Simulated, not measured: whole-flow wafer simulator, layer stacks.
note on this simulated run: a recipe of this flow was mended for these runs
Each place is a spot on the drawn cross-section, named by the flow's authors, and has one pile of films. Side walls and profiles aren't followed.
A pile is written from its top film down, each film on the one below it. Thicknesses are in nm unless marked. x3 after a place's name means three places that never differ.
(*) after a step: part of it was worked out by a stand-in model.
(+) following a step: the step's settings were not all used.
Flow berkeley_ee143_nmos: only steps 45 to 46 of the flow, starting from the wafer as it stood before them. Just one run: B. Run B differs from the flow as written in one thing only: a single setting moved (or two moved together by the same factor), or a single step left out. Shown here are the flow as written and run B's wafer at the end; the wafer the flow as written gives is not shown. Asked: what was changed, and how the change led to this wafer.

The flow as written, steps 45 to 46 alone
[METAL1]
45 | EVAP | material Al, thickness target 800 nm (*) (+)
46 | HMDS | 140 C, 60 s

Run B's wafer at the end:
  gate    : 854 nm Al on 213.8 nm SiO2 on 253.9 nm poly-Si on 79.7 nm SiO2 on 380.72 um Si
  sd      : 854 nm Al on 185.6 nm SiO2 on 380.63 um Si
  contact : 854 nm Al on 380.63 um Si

The reason: step 45, EVAP: thickness target 854 nm was run, while the flow as written has thickness target 800 nm.
One can read it off the wafer: gate has Al 854, and step 45 as written asks for 800 nm.

How this came from the change, step by step:
  45 | EVAP | material Al, thickness target 800 nm (*) (+)
      gate, sd, contact, field: Al gains 854 (new film) (in the flow as written it would be: Al gains 800 (new film))
